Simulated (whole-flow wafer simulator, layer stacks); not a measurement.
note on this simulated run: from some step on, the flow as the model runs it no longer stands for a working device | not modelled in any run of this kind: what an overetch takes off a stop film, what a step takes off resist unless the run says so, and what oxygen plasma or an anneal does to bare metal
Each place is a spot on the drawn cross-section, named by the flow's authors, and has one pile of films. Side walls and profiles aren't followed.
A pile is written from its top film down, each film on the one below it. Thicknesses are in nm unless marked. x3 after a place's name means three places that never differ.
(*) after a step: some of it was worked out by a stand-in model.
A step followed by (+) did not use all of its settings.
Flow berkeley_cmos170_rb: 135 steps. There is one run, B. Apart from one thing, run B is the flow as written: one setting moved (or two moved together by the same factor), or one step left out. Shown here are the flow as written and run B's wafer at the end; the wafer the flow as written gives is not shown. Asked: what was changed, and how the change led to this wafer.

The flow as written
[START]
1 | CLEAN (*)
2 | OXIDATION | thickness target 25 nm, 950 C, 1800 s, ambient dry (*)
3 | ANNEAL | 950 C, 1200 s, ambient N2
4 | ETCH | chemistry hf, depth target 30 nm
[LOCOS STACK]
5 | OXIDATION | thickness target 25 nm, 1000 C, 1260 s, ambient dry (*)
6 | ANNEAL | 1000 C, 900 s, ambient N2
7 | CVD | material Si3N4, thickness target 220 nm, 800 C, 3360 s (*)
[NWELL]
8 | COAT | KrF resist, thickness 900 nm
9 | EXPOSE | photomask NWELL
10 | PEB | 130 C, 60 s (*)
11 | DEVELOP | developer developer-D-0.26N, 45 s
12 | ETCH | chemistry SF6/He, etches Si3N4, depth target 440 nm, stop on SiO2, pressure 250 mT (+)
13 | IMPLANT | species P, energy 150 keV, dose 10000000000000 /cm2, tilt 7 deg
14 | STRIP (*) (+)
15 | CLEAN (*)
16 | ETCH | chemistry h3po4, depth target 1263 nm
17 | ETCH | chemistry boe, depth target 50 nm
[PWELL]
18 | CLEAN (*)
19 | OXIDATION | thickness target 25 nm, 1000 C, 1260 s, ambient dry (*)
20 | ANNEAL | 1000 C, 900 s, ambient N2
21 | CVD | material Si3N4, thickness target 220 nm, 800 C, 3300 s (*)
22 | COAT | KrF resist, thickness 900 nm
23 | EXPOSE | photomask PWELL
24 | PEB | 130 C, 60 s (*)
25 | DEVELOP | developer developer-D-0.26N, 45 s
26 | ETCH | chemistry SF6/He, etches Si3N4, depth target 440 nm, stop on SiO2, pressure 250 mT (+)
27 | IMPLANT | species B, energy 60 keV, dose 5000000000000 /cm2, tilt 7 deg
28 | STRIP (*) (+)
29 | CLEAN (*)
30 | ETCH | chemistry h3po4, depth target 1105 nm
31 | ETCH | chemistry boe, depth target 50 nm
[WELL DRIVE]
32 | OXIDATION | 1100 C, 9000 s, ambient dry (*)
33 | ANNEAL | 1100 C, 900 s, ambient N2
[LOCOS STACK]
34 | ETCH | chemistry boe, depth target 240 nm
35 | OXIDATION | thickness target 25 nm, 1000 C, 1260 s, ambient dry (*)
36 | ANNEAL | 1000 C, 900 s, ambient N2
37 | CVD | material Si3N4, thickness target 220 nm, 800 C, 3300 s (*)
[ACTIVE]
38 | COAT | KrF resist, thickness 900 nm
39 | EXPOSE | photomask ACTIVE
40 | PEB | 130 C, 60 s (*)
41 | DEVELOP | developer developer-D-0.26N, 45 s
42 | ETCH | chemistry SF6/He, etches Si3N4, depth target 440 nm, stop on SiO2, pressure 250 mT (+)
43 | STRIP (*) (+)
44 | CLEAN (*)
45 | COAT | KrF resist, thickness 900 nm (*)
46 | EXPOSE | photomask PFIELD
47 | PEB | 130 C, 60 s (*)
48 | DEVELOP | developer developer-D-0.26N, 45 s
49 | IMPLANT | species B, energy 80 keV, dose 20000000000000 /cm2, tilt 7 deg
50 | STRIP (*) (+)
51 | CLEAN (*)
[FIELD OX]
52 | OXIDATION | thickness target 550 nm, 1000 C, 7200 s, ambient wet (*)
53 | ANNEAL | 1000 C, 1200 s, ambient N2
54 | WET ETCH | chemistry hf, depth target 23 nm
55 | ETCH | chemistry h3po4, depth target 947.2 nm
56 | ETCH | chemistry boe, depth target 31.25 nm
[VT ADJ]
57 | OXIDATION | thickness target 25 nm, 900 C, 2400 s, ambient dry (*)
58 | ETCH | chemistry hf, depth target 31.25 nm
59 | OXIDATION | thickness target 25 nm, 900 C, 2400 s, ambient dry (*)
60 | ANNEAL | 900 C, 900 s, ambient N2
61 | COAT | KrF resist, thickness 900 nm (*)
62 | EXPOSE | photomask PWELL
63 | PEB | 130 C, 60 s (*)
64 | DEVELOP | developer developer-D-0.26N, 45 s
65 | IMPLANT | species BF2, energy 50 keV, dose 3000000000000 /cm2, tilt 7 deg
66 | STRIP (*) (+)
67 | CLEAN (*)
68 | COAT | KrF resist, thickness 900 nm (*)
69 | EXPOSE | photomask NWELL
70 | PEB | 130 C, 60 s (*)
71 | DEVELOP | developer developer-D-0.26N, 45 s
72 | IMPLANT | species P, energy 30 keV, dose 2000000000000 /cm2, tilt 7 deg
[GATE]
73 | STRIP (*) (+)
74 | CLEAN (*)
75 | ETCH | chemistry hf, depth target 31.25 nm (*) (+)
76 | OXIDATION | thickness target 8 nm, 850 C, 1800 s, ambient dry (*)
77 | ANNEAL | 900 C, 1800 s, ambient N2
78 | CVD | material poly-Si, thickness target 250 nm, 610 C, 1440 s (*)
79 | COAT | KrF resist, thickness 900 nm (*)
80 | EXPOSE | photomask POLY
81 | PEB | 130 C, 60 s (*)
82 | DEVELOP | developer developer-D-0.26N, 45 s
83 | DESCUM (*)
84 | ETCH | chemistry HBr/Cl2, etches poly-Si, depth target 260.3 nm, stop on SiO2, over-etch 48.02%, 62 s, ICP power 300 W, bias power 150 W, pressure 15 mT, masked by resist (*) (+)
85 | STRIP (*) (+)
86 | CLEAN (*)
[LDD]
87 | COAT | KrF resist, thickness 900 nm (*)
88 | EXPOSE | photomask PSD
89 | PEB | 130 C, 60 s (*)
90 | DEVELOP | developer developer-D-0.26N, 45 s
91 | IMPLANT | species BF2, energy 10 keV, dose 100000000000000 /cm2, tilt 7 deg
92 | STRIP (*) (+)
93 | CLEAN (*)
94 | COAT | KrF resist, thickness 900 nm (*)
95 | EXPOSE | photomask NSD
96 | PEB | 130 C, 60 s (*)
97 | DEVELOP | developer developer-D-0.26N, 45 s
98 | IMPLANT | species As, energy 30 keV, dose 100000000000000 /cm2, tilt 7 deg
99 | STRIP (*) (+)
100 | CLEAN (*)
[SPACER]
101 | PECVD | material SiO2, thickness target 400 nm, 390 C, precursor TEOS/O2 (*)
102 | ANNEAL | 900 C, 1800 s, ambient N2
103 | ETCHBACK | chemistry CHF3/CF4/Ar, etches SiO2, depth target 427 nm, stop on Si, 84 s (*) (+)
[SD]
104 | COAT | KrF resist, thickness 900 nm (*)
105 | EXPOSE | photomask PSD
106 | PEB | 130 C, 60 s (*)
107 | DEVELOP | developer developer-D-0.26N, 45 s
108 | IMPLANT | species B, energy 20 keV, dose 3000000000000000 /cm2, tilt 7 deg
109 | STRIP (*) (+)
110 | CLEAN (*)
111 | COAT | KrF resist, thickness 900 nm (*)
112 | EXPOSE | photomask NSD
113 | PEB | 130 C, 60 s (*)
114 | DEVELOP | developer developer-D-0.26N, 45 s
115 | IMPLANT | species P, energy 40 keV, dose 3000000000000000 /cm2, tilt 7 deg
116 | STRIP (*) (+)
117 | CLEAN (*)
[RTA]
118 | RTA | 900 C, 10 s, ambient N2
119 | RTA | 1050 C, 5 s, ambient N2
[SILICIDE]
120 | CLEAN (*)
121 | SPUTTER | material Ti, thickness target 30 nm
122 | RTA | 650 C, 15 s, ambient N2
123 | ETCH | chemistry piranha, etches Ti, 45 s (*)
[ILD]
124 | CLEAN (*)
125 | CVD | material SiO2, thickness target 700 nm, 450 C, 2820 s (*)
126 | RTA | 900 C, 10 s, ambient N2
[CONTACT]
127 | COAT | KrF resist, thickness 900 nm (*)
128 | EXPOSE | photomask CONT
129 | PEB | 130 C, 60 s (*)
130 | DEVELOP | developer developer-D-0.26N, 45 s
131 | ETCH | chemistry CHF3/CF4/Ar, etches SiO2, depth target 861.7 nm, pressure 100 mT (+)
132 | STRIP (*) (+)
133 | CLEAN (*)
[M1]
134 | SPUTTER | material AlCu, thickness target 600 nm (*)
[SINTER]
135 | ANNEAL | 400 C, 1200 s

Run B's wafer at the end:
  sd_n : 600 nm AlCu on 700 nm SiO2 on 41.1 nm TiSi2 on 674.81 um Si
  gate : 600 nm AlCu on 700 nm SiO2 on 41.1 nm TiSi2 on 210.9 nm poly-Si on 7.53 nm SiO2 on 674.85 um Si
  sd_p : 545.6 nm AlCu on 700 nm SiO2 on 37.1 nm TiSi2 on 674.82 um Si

What caused this: step 121, SPUTTER: thickness target 22 nm was run, whereas the flow has thickness target 30 nm.

How this came from the change, step by step:
  121 | SPUTTER | material Ti, thickness target 30 nm
      field, sd_n, spacer_n, gate, spacer_p, gate_p, contact, m1: +22 Ti (new film) (as written it would have been: +30 Ti (new film))
      sd_p: +19.9 Ti (new film) (as written it would have been: +27.1 Ti (new film))
  122 | RTA | 650 C, 15 s, ambient N2
      sd_n, contact, m1: -17.2 Ti, +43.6 TiSi2 C49 (new film), -39 Si (as written it would have been: -23.4 Ti, +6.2 TiSi first (new film), +50.3 TiSi2 C49 (new film), -49 Si)
      gate, gate_p: -17.2 Ti, +43.6 TiSi2 C49 (new film), -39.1 poly-Si (as written it would have been: -23.4 Ti, +6.2 TiSi first (new film), +50.3 TiSi2 C49 (new film), -49.2 poly-Si)
      (and at 1 other place as well)
  123 | ETCH | chemistry piranha, etches Ti, 45 s (*)
      sd_n, gate, gate_p, contact, m1: -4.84 Ti (all of it) (as written it would have been: -6.6 Ti (all of it))
      field, spacer_n, spacer_p: -22 Ti (all of it) (as written it would have been: -30 Ti (all of it))
      (and at 1 other place as well)
  126 | RTA | 900 C, 10 s, ambient N2
      sd_n, contact, m1: under 1 film: +41.1 TiSi2 (new film), -43.6 TiSi2 C49 (all of it) (as written it would have been: under 1 film: +56 TiSi2 (new film), -6.2 TiSi first (all of it), -50.3 TiSi2 C49 (all of it), -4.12 Si)
      gate, gate_p: under 1 film: +41.1 TiSi2 (new film), -43.6 TiSi2 C49 (all of it) (as written it would have been: under 1 film: +56 TiSi2 (new film), -6.2 TiSi first (all of it), -50.3 TiSi2 C49 (all of it), -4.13 poly-Si)
      (and at 1 other place as well)
